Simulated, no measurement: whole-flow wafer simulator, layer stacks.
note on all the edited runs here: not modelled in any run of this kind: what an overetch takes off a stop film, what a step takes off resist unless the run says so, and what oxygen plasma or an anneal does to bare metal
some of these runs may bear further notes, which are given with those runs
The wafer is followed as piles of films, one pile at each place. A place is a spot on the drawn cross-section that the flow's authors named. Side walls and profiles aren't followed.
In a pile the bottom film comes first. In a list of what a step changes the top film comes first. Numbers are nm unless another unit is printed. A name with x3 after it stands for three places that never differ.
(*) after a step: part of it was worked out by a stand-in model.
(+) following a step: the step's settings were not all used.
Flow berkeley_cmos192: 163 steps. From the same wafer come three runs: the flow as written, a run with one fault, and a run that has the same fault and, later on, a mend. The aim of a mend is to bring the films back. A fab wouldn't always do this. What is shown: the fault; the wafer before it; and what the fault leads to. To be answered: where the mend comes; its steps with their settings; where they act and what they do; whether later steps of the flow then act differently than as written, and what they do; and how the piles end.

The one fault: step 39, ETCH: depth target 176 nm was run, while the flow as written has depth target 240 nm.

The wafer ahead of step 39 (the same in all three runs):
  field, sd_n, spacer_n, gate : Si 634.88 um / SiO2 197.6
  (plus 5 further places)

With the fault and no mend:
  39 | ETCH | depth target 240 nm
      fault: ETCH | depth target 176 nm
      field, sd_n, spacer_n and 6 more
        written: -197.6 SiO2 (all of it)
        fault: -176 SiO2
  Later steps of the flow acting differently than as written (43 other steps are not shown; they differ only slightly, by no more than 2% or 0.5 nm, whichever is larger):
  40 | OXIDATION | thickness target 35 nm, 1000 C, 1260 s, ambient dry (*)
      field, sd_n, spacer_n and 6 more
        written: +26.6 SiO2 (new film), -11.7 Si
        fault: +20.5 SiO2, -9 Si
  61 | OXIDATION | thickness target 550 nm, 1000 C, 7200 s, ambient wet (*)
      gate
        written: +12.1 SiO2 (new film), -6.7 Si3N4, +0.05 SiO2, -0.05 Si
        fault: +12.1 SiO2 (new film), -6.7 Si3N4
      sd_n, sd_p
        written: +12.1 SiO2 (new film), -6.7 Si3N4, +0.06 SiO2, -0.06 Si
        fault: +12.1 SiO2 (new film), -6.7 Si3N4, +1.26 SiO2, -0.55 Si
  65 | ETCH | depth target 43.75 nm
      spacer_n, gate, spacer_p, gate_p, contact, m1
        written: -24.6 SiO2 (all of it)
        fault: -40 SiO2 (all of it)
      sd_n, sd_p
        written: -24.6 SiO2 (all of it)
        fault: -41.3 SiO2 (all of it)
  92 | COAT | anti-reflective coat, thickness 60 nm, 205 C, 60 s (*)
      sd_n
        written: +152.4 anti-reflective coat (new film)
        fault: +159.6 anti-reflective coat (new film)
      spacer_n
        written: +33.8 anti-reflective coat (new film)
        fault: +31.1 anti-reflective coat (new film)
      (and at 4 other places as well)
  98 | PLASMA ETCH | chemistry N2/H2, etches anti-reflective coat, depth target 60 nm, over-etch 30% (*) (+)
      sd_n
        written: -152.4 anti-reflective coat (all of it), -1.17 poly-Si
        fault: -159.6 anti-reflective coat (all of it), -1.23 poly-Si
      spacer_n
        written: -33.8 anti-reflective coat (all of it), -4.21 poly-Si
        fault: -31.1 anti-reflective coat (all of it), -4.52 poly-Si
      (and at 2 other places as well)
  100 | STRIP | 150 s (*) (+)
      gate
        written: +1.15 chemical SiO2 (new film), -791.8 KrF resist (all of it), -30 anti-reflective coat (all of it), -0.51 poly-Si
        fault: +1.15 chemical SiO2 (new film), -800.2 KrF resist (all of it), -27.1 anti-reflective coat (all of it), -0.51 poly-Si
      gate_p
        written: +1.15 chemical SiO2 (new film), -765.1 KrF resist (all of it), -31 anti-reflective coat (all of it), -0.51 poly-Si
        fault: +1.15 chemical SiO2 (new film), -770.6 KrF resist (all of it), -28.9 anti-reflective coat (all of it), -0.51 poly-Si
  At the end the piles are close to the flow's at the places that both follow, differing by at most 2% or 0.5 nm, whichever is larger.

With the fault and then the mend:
  The mend follows step 39.
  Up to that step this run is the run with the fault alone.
  39a | ETCH | depth target 64 nm (the flow's step 39, run once more with other settings)
      field, sd_n, spacer_n and 6 more
        -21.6 SiO2 (all of it)
  Later steps of the flow that are run all act as written at every place that is followed.
  The piles end the same as the flow's at every place that both follow.
